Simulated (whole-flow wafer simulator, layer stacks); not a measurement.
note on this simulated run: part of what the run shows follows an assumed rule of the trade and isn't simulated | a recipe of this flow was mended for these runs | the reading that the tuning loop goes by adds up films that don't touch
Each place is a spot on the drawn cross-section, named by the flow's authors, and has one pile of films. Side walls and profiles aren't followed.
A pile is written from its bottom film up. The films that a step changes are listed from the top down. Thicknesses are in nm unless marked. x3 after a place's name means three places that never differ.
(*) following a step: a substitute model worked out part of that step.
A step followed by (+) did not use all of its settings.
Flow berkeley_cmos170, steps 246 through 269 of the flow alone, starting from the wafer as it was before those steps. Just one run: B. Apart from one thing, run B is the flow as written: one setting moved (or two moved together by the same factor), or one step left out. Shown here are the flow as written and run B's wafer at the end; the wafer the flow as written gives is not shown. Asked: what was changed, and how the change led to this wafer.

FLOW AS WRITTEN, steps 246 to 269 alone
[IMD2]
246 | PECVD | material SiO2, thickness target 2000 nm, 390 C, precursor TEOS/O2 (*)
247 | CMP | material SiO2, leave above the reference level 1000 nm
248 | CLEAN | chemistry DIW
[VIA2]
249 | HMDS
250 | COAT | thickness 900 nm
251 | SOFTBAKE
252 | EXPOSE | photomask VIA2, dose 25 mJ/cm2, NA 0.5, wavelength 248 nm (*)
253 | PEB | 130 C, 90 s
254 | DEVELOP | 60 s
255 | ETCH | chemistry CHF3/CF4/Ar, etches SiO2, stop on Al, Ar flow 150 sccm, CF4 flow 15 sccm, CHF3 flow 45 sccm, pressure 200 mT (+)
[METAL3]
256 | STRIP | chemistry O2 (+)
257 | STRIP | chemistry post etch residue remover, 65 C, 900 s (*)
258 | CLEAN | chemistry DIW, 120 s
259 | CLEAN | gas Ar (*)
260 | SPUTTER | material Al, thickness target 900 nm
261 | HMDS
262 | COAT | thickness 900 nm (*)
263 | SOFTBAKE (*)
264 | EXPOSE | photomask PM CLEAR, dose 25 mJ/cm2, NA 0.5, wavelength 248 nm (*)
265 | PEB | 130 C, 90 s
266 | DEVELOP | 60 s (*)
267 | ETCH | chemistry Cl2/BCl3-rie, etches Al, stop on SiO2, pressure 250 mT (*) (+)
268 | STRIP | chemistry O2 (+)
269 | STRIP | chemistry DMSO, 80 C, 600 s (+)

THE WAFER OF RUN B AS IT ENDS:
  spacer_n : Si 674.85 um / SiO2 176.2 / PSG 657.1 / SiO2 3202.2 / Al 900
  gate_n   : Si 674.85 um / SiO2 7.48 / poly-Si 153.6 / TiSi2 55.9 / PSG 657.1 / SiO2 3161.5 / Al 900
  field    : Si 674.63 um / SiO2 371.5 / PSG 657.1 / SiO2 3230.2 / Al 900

The reason: step 246, PECVD: thickness target 1812 nm was run, though the flow has thickness target 2000 nm.

How this came from the change, step by step:
  246 | PECVD | material SiO2, thickness target 2000 nm, 390 C, precursor TEOS/O2 (*)
      field, mark, sd_n, spacer_n, gate_n, sd_p, spacer_p, gate_p: SiO2 gains 1812 (it would be, as written: SiO2 gains 2000)
      contact, m1, m2, via2: SiO2 gains 1812 (new film) (it would be, as written: SiO2 gains 2000 (new film))
      (also at 1 further place)
  247 | CMP | material SiO2, leave above the reference level 1000 nm
      field, sd_n, spacer_n, gate_n, sd_p, spacer_p, gate_p: nothing (it would be, as written: SiO2 loses 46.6)
      contact, m1, via1, m2, via2: SiO2 loses 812 (it would be, as written: SiO2 loses 1000)
  250 | COAT | thickness 900 nm
      sd_n: KrF-resist gains 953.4 (new film) (it would be, as written: KrF-resist gains 900 (new film))
      contact: KrF-resist gains 842.6 (new film) (it would be, as written: KrF-resist gains 900 (new film))
      (also at 4 further places)
  254 | DEVELOP | 60 s
      via2: KrF-resist loses 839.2 (all of it) (it would be, as written: KrF-resist loses 898 (all of it))
  256 | STRIP | chemistry O2 (+)
      sd_n: KrF-resist loses 660.9 (all of it) (it would be, as written: KrF-resist loses 607.6 (all of it))
      contact: KrF-resist loses 550.4 (all of it) (it would be, as written: KrF-resist loses 607.6 (all of it))
      (also at 3 further places)
  262 | COAT | thickness 900 nm (*)
      sd_n: KrF-resist gains 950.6 (new film) (it would be, as written: KrF-resist gains 899.3 (new film))
      contact: KrF-resist gains 838.2 (new film) (it would be, as written: KrF-resist gains 898.4 (new film))
      (also at 4 further places)
  268 | STRIP | chemistry O2 (+)
      sd_n: KrF-resist loses 400.2 (all of it) (it would be, as written: KrF-resist loses 349 (all of it))
      contact: KrF-resist loses 288.1 (all of it) (it would be, as written: KrF-resist loses 348.1 (all of it))
      (also at 4 further places)
